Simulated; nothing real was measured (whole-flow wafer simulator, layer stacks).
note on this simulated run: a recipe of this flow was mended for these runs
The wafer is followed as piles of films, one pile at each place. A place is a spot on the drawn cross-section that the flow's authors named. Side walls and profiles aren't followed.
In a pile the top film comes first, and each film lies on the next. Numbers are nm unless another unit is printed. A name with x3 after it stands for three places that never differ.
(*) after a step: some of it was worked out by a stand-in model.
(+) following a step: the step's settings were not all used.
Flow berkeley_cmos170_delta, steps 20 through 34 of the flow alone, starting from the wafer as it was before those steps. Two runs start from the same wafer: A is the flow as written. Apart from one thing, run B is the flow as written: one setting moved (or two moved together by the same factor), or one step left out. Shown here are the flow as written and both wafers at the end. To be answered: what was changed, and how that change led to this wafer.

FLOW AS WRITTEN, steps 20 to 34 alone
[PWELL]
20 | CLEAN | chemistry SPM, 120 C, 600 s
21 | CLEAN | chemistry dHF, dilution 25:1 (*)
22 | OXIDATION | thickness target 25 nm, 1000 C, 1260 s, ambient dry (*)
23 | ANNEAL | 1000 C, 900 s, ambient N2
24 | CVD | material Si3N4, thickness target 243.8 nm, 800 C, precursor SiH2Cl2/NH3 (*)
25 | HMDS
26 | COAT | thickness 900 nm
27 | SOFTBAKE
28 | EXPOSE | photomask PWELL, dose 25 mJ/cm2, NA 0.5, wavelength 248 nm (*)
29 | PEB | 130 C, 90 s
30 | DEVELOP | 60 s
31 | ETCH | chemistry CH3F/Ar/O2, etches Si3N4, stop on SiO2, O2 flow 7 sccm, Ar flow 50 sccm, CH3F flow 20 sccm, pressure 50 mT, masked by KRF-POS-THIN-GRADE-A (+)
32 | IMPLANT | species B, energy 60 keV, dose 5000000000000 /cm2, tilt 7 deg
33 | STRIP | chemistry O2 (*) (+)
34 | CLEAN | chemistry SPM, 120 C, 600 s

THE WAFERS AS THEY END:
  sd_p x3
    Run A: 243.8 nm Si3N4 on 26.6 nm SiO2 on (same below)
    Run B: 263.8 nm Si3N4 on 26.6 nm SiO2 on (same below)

The reason: step 24, CVD: thickness target 263.8 nm was run, while the flow as written has thickness target 243.8 nm.
One can read it off the wafer: sd_p x3 has Si3N4 263.8, and step 24 as written asks for 243.8 nm.

Step by step, how the change led to this:
  24 | CVD | material Si3N4, thickness target 243.8 nm, 800 C, precursor SiH2Cl2/NH3 (*)
      field x6, sd_p x3: A Si3N4 gains 243.8 (new film) | B Si3N4 gains 263.8 (new film)
  31 | ETCH | chemistry CH3F/Ar/O2, etches Si3N4, stop on SiO2, O2 flow 7 sccm, Ar flow 50 sccm, CH3F flow 20 sccm, pressure 50 mT, masked by KRF-POS-THIN-GRADE-A (+)
      field x6: A Si3N4 loses 243.8 (all of it), SiO2 loses 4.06 | B Si3N4 loses 263.8 (all of it), SiO2 loses 4.06
      sd_p x3: A KrF-resist loses 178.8 | B KrF-resist loses 192.1
